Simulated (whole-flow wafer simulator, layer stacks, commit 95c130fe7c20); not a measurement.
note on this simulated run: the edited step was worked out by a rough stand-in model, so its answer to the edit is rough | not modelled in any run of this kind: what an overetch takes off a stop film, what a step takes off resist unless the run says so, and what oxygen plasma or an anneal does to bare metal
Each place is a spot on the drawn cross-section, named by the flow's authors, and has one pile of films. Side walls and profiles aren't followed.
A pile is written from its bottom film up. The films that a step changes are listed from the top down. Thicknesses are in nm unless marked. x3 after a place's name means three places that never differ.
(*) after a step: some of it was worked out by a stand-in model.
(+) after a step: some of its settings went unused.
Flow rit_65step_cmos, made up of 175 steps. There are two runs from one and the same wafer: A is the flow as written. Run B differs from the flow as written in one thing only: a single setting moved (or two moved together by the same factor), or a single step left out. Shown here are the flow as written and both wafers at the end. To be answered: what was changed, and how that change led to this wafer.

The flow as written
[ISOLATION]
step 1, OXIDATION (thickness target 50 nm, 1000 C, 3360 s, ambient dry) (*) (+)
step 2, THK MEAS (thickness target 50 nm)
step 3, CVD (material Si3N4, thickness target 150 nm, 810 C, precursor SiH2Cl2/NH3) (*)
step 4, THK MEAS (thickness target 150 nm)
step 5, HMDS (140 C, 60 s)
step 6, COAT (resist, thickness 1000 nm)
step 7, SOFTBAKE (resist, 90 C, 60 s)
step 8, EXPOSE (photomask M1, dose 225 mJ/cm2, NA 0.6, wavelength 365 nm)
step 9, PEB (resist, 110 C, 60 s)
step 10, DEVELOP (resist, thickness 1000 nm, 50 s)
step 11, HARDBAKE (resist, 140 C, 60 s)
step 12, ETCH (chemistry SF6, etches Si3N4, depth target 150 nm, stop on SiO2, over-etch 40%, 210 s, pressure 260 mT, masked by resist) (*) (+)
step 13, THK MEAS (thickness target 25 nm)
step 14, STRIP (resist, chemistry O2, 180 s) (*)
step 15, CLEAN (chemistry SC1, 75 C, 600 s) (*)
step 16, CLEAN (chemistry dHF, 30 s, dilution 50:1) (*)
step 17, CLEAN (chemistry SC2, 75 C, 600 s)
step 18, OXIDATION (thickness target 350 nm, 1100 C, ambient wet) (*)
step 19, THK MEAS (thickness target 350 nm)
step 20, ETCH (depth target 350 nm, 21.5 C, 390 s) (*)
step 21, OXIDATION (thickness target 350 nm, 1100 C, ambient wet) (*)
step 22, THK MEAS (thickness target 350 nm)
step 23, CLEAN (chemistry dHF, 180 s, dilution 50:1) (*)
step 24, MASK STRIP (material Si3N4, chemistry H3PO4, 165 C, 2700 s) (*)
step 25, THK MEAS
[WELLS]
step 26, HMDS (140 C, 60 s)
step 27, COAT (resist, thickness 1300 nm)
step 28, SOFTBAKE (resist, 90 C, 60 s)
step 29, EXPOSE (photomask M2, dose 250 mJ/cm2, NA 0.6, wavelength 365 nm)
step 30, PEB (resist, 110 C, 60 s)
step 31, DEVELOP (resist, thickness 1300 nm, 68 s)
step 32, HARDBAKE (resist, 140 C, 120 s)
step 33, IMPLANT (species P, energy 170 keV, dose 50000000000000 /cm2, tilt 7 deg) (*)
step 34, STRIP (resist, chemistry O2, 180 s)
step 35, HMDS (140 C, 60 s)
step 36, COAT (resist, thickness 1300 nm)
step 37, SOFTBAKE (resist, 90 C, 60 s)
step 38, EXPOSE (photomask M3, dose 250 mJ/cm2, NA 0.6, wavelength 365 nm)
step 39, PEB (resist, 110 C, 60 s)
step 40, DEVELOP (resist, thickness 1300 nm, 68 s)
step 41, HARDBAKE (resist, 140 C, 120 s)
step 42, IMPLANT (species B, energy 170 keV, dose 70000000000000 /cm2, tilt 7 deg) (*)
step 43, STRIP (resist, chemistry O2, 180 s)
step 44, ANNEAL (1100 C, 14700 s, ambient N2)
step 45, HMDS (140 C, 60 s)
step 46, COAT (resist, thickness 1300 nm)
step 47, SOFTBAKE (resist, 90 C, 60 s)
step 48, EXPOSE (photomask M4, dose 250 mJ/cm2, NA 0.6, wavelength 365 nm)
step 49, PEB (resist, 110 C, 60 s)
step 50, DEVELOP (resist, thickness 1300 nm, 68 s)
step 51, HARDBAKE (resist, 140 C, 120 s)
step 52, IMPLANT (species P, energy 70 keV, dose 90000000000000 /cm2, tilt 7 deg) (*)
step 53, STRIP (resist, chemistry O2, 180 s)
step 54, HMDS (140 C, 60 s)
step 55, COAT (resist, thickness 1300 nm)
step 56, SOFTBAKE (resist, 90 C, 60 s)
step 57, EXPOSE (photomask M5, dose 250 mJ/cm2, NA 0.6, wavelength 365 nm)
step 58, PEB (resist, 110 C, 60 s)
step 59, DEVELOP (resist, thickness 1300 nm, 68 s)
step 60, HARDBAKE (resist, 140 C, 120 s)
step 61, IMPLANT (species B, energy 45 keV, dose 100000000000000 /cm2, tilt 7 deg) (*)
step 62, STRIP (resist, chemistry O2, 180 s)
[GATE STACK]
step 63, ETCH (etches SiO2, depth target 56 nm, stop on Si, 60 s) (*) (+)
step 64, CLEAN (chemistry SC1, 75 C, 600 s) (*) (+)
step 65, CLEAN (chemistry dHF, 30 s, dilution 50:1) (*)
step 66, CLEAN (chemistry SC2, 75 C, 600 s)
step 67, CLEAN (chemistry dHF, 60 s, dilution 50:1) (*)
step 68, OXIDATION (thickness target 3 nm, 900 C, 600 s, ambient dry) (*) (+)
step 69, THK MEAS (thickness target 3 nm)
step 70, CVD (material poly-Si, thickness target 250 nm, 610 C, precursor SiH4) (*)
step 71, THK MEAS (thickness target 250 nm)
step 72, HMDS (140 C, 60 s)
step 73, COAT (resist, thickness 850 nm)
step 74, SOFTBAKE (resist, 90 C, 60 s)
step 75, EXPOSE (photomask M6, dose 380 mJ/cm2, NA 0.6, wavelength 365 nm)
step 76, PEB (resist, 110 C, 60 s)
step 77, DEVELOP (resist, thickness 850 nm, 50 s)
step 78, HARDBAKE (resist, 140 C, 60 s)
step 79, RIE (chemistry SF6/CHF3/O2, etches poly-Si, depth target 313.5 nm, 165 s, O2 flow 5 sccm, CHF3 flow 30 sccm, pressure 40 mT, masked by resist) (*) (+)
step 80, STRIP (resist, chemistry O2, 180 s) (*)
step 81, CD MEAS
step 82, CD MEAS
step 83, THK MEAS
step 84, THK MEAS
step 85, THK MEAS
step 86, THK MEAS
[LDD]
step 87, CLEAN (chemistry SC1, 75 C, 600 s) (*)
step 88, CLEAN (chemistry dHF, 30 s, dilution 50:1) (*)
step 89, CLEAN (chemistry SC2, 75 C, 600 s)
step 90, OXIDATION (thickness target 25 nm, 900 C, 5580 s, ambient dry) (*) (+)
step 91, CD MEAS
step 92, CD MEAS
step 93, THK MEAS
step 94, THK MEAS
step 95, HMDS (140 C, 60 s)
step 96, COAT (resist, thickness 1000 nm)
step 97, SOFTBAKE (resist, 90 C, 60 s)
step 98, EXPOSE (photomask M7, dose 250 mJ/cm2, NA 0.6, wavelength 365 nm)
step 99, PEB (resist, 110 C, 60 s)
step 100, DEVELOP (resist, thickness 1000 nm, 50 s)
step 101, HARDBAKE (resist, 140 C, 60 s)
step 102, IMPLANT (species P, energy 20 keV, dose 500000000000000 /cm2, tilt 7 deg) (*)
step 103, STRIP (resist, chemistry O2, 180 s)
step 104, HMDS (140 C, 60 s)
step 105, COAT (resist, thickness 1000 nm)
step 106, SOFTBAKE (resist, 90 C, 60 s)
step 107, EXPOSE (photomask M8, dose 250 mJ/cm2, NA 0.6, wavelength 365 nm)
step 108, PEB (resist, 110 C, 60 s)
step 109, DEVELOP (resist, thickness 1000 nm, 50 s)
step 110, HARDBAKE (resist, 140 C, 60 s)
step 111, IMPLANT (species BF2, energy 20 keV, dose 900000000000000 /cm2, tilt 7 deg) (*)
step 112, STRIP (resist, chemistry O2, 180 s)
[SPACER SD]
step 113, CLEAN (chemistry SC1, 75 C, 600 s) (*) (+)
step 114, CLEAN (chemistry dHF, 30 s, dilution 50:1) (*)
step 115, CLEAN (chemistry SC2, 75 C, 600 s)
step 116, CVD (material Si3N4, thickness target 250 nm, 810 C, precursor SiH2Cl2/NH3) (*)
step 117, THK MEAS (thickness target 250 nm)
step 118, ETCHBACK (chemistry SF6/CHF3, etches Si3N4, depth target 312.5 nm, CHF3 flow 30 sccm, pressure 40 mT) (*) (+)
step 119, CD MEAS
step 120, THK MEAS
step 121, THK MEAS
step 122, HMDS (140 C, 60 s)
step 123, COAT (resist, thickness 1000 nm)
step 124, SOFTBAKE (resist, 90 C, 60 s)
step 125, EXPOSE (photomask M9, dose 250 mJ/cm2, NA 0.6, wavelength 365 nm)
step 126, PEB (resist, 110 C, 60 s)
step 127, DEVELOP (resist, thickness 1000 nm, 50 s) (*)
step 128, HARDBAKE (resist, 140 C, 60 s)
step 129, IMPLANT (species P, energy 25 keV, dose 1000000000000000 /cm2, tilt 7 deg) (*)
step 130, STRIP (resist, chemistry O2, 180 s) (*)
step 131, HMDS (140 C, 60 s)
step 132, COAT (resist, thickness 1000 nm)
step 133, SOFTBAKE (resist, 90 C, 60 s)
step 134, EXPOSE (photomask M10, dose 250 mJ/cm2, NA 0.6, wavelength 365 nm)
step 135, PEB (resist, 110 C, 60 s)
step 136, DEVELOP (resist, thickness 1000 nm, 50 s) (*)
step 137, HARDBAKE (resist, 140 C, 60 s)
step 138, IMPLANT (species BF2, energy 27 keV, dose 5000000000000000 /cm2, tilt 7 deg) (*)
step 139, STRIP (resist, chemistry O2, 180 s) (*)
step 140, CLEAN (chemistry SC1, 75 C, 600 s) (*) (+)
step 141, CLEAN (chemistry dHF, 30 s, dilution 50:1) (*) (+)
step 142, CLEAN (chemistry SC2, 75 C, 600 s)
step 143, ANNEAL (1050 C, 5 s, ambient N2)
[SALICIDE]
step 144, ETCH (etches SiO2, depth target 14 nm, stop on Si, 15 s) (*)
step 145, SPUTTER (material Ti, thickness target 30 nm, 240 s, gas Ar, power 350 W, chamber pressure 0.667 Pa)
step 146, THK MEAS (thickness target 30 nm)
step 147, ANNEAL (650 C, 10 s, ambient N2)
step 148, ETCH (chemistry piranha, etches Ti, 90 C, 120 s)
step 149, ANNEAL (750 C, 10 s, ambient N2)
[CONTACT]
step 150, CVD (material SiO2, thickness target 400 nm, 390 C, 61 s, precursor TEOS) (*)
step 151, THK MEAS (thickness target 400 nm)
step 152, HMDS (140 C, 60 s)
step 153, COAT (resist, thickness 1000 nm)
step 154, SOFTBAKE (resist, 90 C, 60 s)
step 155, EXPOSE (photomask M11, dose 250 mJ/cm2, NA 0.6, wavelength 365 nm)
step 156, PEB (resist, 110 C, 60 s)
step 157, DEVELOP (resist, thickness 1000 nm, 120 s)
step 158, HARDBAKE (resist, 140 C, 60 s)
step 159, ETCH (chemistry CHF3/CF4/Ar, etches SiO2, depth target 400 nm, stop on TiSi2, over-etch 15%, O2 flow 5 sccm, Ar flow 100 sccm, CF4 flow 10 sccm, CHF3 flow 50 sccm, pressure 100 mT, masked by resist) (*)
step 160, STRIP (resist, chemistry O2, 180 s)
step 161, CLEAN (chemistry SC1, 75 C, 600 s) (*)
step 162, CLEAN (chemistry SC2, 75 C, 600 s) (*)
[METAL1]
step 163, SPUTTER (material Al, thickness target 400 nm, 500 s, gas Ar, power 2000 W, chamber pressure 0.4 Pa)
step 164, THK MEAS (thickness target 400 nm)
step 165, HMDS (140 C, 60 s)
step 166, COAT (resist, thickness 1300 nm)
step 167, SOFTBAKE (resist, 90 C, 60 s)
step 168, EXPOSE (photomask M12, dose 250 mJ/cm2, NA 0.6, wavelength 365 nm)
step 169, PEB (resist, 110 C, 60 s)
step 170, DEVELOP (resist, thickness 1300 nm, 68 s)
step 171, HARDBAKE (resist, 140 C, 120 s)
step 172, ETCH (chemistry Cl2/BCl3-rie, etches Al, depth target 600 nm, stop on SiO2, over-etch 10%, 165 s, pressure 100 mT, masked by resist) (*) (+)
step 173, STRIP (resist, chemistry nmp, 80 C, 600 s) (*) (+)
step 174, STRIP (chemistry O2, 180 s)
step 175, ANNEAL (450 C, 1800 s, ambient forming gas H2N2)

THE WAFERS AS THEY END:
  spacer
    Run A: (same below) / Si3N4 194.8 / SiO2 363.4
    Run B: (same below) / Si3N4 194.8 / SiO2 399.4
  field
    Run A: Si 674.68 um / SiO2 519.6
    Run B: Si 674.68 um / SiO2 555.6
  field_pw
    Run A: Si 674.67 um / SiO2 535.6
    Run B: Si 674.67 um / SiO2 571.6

Cause: step 150, CVD: thickness target 436 nm was run, whereas the flow has thickness target 400 nm; step 150, CVD: 66 s was run, where the flow has 61 s.

Step by step, how the change led to this:
  step 150, CVD (material SiO2, thickness target 400 nm, 390 C, 61 s, precursor TEOS) (*)
      field, field_pw, field_nw, field_p: A +400 SiO2 | B +436 SiO2
      spacer, spacer_p: A +400 SiO2 (new film) | B +436 SiO2 (new film)
      (as well as at 2 more places)
